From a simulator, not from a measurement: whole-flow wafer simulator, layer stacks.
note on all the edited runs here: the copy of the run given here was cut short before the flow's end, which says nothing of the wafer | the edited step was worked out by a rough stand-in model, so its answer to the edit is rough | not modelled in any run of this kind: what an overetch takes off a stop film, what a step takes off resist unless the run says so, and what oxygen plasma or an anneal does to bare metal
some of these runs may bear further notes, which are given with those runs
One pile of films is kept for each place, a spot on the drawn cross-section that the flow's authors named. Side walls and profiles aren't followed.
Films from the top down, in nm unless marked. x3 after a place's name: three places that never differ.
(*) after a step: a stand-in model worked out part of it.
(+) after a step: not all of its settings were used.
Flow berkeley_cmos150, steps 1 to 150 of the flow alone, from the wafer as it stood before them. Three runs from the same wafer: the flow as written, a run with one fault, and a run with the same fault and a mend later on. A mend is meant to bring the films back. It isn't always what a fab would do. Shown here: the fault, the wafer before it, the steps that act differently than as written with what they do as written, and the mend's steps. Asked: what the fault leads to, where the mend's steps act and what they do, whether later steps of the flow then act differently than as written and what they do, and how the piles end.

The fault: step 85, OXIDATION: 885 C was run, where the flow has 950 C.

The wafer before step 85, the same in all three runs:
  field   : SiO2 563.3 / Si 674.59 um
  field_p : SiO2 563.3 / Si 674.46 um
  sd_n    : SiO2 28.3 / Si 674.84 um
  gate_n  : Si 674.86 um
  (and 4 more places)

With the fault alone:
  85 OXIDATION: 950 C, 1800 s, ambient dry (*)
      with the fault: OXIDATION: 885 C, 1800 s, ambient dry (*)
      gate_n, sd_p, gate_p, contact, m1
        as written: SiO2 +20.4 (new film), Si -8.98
        with the fault: SiO2 +10.7 (new film), Si -4.72
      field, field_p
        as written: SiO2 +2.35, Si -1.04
        with the fault: SiO2 +0.81, Si -0.36
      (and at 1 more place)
  Later steps of the flow that act differently than as written (26 more steps differ only slightly, by at most 2% or 0.5 nm, whichever is larger, and aren't shown):
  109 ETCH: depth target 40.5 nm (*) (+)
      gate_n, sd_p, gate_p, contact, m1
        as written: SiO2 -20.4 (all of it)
        with the fault: SiO2 -10.7 (all of it)
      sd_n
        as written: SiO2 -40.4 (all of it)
        with the fault: SiO2 -33.8 (all of it)
  At the end the piles differ from the flow's only slightly at the places that both follow, by at most 2% or 0.5 nm, whichever is larger.

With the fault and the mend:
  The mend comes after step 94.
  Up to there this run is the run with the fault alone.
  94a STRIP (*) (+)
      field_p
        KrF resist -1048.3 (all of it)
      sd_p
        KrF resist -1275.8 (all of it)
      gate_p
        KrF resist -1250.3 (all of it)
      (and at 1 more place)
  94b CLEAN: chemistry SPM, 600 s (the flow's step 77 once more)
      changes no film at any place that is followed
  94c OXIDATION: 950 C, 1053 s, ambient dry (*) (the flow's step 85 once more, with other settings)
      gate_n, sd_p, gate_p, contact, m1
        SiO2 +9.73, Si -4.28
      field, field_p
        SiO2 +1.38, Si -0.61
      sd_n
        SiO2 +6.7, Si -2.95
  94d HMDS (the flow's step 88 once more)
      changes no film at any place that is followed
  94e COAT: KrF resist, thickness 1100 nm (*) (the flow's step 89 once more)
      field
        KrF resist +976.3 (new film)
      field_p
        KrF resist +1087.8 (new film)
      sd_n
        KrF resist +1242.9 (new film)
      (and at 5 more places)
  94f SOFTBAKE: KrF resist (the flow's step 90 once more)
      changes no film at any place that is followed
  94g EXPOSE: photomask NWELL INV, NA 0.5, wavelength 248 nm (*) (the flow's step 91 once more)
      changes no film at any place that is followed
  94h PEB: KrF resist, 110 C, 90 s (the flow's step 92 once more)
      field
        KrF resist -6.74
      field_p
        KrF resist -7.53
      sd_n
        KrF resist -8.63
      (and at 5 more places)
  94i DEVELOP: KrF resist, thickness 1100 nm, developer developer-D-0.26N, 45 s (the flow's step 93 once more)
      field_p, sd_p, gate_p, m1
        KrF resist -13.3
      field
        KrF resist -969.5 (all of it)
      sd_n
        KrF resist -1234.2 (all of it)
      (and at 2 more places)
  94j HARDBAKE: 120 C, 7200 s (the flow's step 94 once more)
      field_p
        KrF resist -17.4
      sd_p
        KrF resist -21.4
      gate_p
        KrF resist -20.9
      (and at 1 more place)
  No later step of the flow acts differently than as written, at any place that is followed, by more than 2% or 0.5 nm, whichever is larger.
  At the end the piles differ from the flow's only slightly at the places that both follow, by at most 2% or 0.5 nm, whichever is larger.
